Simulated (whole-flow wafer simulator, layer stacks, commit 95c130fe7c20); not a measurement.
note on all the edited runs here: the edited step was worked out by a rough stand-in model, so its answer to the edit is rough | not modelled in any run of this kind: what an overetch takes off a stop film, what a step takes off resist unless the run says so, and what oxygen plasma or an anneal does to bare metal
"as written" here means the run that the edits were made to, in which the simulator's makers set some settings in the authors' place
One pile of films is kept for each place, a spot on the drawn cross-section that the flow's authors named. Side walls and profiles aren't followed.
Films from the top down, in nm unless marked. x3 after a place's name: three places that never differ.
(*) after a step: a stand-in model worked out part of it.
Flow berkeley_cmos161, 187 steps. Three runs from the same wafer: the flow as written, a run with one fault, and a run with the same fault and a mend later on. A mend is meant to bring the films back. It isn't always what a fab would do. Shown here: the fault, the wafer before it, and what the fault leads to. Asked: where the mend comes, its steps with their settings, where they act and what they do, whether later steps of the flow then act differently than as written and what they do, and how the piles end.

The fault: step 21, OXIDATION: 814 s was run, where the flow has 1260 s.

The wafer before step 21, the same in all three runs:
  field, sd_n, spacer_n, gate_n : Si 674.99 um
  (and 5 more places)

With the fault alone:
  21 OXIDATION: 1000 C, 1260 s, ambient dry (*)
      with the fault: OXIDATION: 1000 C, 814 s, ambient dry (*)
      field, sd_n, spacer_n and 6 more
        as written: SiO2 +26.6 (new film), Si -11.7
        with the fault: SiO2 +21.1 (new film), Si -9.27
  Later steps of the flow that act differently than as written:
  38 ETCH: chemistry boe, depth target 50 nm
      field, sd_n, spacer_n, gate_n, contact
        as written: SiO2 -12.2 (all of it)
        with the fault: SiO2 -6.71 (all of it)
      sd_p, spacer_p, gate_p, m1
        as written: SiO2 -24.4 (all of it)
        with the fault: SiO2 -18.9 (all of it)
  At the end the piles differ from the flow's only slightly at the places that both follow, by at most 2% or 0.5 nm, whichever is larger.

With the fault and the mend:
  The mend comes after step 22.
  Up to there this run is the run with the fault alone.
  22a OXIDATION: 1000 C, 352 s, ambient dry (*) (the flow's step 21 once more, with other settings)
      field, sd_n, spacer_n and 6 more
        SiO2 +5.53, Si -2.43
  No later step of the flow acts differently than as written at any place that is followed.
  At the end the piles are the same as the flow's at every place that both follow.
